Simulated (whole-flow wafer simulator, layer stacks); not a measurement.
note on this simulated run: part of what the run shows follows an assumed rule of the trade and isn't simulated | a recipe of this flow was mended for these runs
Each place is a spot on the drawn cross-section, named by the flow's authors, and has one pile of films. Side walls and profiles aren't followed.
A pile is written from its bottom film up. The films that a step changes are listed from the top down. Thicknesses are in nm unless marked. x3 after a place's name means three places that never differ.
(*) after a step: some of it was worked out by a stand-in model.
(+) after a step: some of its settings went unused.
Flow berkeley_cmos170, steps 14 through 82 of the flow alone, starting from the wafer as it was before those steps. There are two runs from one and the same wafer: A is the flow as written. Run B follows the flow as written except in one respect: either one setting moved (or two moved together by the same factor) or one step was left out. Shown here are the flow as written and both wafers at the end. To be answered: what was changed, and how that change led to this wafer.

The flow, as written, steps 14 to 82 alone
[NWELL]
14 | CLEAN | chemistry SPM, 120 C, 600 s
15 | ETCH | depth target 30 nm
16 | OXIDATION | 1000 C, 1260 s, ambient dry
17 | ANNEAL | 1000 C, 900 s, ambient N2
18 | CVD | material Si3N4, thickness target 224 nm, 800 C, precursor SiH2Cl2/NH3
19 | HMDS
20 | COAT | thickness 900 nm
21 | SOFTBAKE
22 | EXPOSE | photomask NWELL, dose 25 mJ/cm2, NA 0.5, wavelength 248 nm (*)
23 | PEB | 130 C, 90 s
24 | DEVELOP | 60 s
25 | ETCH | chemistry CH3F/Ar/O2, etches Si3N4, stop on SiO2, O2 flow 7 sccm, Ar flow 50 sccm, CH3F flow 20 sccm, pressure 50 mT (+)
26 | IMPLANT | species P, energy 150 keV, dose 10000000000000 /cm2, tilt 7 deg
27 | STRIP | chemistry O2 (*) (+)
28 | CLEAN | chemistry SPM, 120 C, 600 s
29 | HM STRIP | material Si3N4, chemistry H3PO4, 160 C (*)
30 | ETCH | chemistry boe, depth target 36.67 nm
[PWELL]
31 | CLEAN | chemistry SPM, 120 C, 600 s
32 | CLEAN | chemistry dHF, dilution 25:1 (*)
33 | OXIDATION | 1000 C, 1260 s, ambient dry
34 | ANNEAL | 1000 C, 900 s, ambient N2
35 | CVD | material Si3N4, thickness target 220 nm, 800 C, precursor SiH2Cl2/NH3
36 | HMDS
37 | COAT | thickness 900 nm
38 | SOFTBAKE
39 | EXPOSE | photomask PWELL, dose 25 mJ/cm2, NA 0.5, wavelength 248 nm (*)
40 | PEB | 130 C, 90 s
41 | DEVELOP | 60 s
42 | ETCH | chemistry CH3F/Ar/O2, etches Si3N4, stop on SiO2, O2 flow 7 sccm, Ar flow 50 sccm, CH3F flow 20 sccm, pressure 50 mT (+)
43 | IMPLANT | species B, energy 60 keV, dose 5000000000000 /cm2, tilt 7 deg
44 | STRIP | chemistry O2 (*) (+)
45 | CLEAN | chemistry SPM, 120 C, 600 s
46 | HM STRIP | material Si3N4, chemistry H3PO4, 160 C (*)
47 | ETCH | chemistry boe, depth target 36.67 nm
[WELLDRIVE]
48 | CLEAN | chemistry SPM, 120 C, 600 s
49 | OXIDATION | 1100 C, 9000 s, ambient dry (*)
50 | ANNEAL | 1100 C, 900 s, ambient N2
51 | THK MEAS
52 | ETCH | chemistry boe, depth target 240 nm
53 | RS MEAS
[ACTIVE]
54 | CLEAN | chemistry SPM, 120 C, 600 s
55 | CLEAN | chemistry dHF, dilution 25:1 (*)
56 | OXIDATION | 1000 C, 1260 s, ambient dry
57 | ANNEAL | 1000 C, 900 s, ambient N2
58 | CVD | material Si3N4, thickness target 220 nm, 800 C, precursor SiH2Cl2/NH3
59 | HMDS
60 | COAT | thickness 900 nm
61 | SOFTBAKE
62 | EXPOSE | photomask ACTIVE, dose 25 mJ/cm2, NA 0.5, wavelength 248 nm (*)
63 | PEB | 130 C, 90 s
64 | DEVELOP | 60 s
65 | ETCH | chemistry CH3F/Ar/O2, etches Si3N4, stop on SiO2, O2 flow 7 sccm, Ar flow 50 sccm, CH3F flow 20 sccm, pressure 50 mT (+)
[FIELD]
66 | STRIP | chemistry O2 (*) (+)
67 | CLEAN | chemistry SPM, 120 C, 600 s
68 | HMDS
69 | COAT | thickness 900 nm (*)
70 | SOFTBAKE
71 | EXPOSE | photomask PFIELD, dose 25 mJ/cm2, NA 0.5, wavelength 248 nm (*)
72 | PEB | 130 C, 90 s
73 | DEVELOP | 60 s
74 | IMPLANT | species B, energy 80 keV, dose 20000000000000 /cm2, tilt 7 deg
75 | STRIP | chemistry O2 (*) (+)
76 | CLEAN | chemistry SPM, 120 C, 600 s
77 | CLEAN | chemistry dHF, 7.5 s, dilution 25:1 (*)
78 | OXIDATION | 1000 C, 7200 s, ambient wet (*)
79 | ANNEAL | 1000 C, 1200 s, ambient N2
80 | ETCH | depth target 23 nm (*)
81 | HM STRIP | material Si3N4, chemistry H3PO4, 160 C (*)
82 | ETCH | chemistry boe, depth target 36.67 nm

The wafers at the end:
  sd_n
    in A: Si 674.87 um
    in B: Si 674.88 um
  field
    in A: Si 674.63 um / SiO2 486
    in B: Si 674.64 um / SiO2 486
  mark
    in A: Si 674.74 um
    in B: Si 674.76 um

Cause: step 29, HM STRIP: material Si3N4, chemistry H3PO4, 160 C (*), was omitted.

The path from the change to this, step by step:
  30 | ETCH | chemistry boe, depth target 36.67 nm
      field, mark, sd_n and 7 more: A -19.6 SiO2 (all of it) | B -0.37 Si3N4
      sd_p, spacer_p, gate_p: A -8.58 SiO2 (all of it) | B -22.8 SiO2 (all of it)
  31 | CLEAN | chemistry SPM, 120 C, 600 s
      field, mark, sd_n and 7 more: A +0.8 chemical SiO2 (new film), -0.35 Si | B nothing
  32 | CLEAN | chemistry dHF, dilution 25:1 (*)
      field, mark, sd_n and 7 more: A -0.8 chemical SiO2 (all of it) | B -0.37 Si3N4
  33 | OXIDATION | 1000 C, 1260 s, ambient dry
      field, mark, sd_n and 7 more: A +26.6 SiO2 (new film), -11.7 Si | B nothing
  35 | CVD | material Si3N4, thickness target 220 nm, 800 C, precursor SiH2Cl2/NH3
      field, mark, sd_n and 7 more: A +220 Si3N4 (new film) | B +220 Si3N4
  37 | COAT | thickness 900 nm
      sd_n: A +900 KrF-resist (new film) | B +811.5 KrF-resist (new film)
      sd_p: A +900 KrF-resist (new film) | B +1027.9 KrF-resist (new film)
      (also at 2 further places)
  41 | DEVELOP | 60 s
      sd_n: A -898 KrF-resist (all of it) | B -809.7 KrF-resist (all of it)
  42 | ETCH | chemistry CH3F/Ar/O2, etches Si3N4, stop on SiO2, O2 flow 7 sccm, Ar flow 50 sccm, CH3F flow 20 sccm, pressure 50 mT (+)
      field, mark, sd_n and 7 more: A -220 Si3N4 (all of it), -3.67 SiO2 | B -443.3 Si3N4 (all of it), -3.67 SiO2
      sd_p, spacer_p, gate_p: A -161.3 KrF-resist | B -310.2 KrF-resist
  44 | STRIP | chemistry O2 (*) (+)
      sd_p: A -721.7 KrF-resist (all of it) | B -700.4 KrF-resist (all of it)
      spacer_p: A -721.7 KrF-resist (all of it) | B -668.4 KrF-resist (all of it)
      (also at 1 further place)
  78 | OXIDATION | 1000 C, 7200 s, ambient wet (*)
      sd_p: A +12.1 SiO2 (new film), -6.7 Si3N4, +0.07 SiO2, -0.07 Si | B +12.1 SiO2 (new film), -6.7 Si3N4
